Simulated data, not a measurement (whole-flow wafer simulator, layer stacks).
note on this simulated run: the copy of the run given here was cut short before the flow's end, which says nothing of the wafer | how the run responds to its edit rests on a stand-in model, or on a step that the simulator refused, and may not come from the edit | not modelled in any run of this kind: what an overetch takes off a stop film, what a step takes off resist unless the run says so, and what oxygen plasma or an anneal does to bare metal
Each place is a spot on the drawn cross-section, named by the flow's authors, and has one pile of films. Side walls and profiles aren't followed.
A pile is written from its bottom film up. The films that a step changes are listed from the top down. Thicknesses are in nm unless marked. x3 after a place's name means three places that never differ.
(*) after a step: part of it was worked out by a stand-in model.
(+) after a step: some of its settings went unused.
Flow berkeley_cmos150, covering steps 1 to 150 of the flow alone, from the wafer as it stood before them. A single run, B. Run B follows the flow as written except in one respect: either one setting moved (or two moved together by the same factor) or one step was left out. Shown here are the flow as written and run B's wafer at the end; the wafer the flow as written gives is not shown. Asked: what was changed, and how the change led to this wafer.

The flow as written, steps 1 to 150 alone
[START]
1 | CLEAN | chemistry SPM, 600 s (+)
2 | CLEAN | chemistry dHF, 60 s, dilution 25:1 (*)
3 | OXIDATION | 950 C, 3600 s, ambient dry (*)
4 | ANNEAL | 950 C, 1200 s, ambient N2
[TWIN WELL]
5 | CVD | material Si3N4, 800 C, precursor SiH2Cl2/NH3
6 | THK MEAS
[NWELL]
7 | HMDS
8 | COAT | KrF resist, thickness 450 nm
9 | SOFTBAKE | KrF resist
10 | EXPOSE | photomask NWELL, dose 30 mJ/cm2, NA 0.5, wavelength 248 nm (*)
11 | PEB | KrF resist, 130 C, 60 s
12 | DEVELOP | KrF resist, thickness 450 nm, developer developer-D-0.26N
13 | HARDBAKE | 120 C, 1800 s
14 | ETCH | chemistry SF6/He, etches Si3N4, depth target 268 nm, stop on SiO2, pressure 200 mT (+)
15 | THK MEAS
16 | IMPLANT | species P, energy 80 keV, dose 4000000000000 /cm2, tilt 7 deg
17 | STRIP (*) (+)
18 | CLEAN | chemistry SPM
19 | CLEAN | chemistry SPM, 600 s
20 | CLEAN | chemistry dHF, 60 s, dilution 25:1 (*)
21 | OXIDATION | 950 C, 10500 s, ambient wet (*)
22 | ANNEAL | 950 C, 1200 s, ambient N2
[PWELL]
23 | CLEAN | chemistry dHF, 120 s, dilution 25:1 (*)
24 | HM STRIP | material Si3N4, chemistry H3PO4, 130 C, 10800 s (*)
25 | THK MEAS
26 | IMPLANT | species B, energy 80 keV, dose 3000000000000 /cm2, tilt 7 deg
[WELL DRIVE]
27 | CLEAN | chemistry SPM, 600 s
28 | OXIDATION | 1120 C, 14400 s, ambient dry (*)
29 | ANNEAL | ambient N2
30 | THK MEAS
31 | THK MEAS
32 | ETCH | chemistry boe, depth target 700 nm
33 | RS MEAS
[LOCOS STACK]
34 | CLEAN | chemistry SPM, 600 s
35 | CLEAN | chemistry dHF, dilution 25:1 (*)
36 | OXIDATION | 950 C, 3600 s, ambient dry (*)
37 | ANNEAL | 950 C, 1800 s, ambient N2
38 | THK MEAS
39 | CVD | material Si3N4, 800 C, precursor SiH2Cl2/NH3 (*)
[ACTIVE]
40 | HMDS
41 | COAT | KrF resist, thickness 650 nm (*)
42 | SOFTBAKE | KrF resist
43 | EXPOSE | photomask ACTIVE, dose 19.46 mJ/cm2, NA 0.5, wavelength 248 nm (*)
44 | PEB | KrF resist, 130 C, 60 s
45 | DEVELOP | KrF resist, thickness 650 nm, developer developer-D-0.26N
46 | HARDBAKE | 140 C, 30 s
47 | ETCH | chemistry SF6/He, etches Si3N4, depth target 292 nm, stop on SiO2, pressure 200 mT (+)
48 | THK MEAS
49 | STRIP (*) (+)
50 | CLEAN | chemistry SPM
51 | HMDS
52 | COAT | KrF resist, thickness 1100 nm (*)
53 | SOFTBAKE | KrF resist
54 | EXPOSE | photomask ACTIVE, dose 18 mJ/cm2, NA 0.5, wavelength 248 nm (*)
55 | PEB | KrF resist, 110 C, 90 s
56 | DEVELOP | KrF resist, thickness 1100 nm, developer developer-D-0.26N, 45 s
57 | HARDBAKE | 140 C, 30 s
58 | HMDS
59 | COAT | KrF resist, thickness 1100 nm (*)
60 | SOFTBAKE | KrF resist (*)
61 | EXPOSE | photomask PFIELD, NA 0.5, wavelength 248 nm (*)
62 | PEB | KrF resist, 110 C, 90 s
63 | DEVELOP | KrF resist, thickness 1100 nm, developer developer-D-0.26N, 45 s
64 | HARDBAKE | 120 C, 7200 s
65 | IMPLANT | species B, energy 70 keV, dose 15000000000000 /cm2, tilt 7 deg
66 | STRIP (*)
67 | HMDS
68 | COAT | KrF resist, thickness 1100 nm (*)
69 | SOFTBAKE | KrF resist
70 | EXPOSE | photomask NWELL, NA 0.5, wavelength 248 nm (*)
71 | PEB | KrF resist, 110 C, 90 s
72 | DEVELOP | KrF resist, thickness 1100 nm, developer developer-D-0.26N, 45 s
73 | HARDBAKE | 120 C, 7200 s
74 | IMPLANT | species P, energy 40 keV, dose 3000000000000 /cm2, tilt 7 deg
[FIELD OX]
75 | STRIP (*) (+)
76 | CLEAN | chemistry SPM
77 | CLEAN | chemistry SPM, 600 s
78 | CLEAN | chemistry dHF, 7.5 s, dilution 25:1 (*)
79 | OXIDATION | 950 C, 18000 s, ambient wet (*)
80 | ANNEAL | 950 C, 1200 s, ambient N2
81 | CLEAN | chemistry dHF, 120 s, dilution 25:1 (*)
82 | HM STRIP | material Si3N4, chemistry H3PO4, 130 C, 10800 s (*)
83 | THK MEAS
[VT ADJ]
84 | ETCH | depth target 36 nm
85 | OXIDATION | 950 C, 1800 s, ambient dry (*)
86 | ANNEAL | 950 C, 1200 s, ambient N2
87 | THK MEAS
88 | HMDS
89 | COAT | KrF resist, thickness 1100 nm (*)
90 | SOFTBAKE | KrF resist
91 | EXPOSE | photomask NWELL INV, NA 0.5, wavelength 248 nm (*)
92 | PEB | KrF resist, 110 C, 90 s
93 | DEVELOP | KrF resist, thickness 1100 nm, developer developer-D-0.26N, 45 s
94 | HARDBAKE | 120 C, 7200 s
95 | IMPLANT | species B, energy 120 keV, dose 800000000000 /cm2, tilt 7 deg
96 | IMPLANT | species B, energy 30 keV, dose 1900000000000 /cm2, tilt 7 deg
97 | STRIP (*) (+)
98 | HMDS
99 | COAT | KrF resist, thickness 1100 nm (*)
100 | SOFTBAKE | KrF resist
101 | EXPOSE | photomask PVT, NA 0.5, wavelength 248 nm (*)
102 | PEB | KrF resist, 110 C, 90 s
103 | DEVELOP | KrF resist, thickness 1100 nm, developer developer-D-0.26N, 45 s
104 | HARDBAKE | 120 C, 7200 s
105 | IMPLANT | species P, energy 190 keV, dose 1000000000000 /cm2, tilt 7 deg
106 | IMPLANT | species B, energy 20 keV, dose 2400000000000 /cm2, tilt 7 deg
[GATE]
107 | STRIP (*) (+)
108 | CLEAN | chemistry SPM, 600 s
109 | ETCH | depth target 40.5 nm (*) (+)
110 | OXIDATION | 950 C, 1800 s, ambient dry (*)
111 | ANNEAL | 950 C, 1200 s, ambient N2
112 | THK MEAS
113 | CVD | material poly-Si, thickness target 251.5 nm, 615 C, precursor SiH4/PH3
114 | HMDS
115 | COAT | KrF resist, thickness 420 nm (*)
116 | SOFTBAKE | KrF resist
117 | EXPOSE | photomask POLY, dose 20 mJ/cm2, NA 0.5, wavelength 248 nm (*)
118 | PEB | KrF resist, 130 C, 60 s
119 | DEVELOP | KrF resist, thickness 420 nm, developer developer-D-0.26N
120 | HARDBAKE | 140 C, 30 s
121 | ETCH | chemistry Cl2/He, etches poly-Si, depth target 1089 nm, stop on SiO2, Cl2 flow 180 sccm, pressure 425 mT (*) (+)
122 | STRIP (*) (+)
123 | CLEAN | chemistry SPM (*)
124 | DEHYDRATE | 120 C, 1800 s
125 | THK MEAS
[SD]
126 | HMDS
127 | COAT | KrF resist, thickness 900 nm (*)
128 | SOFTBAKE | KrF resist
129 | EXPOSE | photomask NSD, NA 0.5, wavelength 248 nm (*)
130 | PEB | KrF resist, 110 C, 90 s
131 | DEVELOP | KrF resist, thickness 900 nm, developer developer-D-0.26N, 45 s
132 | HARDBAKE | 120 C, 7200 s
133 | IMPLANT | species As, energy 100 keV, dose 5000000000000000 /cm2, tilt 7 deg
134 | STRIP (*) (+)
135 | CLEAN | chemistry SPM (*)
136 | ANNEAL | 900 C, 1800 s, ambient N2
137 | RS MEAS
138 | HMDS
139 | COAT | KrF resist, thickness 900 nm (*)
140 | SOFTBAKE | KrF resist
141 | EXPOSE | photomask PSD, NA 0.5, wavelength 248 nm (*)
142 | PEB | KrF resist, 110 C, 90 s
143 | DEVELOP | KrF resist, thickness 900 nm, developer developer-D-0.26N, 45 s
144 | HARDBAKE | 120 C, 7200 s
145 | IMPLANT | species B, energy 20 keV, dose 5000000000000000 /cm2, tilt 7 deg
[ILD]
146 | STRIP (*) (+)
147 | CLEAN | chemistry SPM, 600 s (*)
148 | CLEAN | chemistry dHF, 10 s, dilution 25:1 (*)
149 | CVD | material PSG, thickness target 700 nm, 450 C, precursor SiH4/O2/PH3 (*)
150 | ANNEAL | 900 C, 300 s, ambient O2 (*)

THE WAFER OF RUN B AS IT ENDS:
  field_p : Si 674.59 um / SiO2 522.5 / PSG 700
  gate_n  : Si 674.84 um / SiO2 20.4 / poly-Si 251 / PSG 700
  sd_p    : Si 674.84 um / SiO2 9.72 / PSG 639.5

What caused this: step 14, ETCH: chemistry SF6/He, etches Si3N4, depth target 268 nm, stop on SiO2, pressure 200 mT (+), was omitted.

Step by step, how the change led to this:
  17 | STRIP (*) (+)
      field, sd_n, gate_n, contact, m1: -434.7 KrF resist (all of it) (it would be, as written: -310.7 KrF resist (all of it))
  20 | CLEAN | chemistry dHF, 60 s, dilution 25:1 (*)
      field_p, sd_p, gate_p: -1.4 Si3N4 (it would be, as written: -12 SiO2)
  21 | OXIDATION | 950 C, 10500 s, ambient wet (*)
      field_p, sd_p, gate_p: +7.45 SiO2 (new film), -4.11 Si3N4 (it would be, as written: +461.2 SiO2, -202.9 Si)
  23 | CLEAN | chemistry dHF, 120 s, dilution 25:1 (*)
      field_p, sd_p, gate_p: -7.45 SiO2 (all of it), -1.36 Si3N4 (it would be, as written: -23 SiO2)
  24 | HM STRIP | material Si3N4, chemistry H3PO4, 130 C, 10800 s (*)
      field_p, sd_p, gate_p: -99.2 Si3N4 (all of it), -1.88 SiO2 (it would be, as written: -2.72 SiO2)
  28 | OXIDATION | 1120 C, 14400 s, ambient dry (*)
      field_p, sd_p, gate_p: +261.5 SiO2, -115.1 Si (it would be, as written: +103.6 SiO2, -45.6 Si)
  32 | ETCH | chemistry boe, depth target 700 nm
      field_p, sd_p, gate_p: -291.1 SiO2 (all of it) (it would be, as written: -555.5 SiO2 (all of it))
  41 | COAT | KrF resist, thickness 650 nm (*)
      field_p: +650 KrF resist (new film) (it would be, as written: +715.2 KrF resist (new film))
      sd_n: +650 KrF resist (new film) (it would be, as written: +633.7 KrF resist (new film))
      (also at 2 further places)
  45 | DEVELOP | KrF resist, thickness 650 nm, developer developer-D-0.26N
      field_p: -649 KrF resist (all of it) (it would be, as written: -714.1 KrF resist (all of it))
  46 | HARDBAKE | 140 C, 30 s
      sd_n: -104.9 KrF resist (it would be, as written: -102.2 KrF resist)
      sd_p: -104.9 KrF resist (it would be, as written: -112.2 KrF resist)
      (also at 1 further place)
  49 | STRIP (*) (+)
      sd_n: -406 KrF resist (all of it) (it would be, as written: -392.4 KrF resist (all of it))
      sd_p: -406 KrF resist (all of it) (it would be, as written: -442.9 KrF resist (all of it))
      (also at 1 further place)
  52 | COAT | KrF resist, thickness 1100 nm (*)
      field: +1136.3 KrF resist (new film) (it would be, as written: +1106.9 KrF resist (new film))
      field_p: +1136.7 KrF resist (new film) (it would be, as written: +1219.5 KrF resist (new film))
      (also at 2 further places)
  55 | PEB | KrF resist, 110 C, 90 s
      field_p: -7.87 KrF resist (it would be, as written: -8.46 KrF resist)
  56 | DEVELOP | KrF resist, thickness 1100 nm, developer developer-D-0.26N, 45 s
      field: -1128.5 KrF resist (all of it) (it would be, as written: -1099.3 KrF resist (all of it))
      field_p: -1128.9 KrF resist (all of it) (it would be, as written: -1211 KrF resist (all of it))
  57 | HARDBAKE | 140 C, 30 s
      sd_p: -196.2 KrF resist (it would be, as written: -208.8 KrF resist)
      gate_p: -197.6 KrF resist (it would be, as written: -209.5 KrF resist)
  59 | COAT | KrF resist, thickness 1100 nm (*)
      field_p: +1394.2 KrF resist (new film) (it would be, as written: +1484.3 KrF resist (new film))
      sd_p: +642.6 KrF resist (it would be, as written: +671.5 KrF resist)
      (also at 1 further place)
  ... 29 further steps ...
  146 | STRIP (*) (+)
      field: -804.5 KrF resist (all of it) (it would be, as written: -778.1 KrF resist (all of it))
      field_p: -807.1 KrF resist (all of it) (it would be, as written: -882.7 KrF resist (all of it))
